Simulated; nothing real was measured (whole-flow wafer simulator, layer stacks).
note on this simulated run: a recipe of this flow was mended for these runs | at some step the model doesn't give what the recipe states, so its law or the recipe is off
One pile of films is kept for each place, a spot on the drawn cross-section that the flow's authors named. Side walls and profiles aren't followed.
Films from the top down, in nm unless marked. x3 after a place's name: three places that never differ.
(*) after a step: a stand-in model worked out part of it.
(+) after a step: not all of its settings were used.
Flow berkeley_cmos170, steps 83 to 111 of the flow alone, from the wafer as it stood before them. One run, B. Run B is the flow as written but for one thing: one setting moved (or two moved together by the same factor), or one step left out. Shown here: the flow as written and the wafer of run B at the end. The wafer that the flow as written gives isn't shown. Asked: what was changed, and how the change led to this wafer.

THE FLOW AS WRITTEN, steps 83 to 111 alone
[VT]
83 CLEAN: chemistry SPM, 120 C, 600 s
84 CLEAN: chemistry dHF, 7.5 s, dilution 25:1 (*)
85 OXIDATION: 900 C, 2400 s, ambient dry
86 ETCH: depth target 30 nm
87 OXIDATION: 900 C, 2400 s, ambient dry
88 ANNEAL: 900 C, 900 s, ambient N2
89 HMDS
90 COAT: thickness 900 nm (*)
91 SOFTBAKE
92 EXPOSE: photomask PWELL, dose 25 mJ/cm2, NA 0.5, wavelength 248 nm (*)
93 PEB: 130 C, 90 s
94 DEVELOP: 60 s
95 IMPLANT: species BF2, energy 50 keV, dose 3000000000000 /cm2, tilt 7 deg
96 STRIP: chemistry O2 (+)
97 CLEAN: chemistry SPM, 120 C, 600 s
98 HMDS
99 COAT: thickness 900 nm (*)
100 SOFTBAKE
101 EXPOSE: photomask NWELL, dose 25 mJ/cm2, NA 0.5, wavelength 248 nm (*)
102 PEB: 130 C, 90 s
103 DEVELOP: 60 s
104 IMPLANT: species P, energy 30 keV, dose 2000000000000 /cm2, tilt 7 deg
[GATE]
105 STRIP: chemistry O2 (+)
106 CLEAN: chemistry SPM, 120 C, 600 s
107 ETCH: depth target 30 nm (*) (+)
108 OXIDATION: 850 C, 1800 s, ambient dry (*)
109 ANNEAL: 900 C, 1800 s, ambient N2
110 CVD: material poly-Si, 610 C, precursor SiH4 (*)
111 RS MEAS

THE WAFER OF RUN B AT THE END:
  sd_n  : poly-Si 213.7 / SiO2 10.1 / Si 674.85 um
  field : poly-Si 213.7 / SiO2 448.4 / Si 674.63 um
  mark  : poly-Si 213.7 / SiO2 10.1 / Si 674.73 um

The cause: step 107, ETCH: depth target 10 nm was run, where the flow has depth target 30 nm.

How the change led to this, step by step:
  107 ETCH: depth target 30 nm (*) (+)
      mark, sd_n, spacer_n and 9 more: SiO2 -10 (as written it would be: SiO2 -14.9 (all of it))
      field: SiO2 -10 (as written it would be: SiO2 -30)
  108 OXIDATION: 850 C, 1800 s, ambient dry (*)
      mark, spacer_n, gate_n and 7 more: SiO2 +5.19, Si -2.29 (as written it would be: SiO2 +7.48 (new film), Si -3.29)
      sd_n, sd_p: SiO2 +5.19, Si -2.28 (as written it would be: SiO2 +7.48 (new film), Si -3.29)
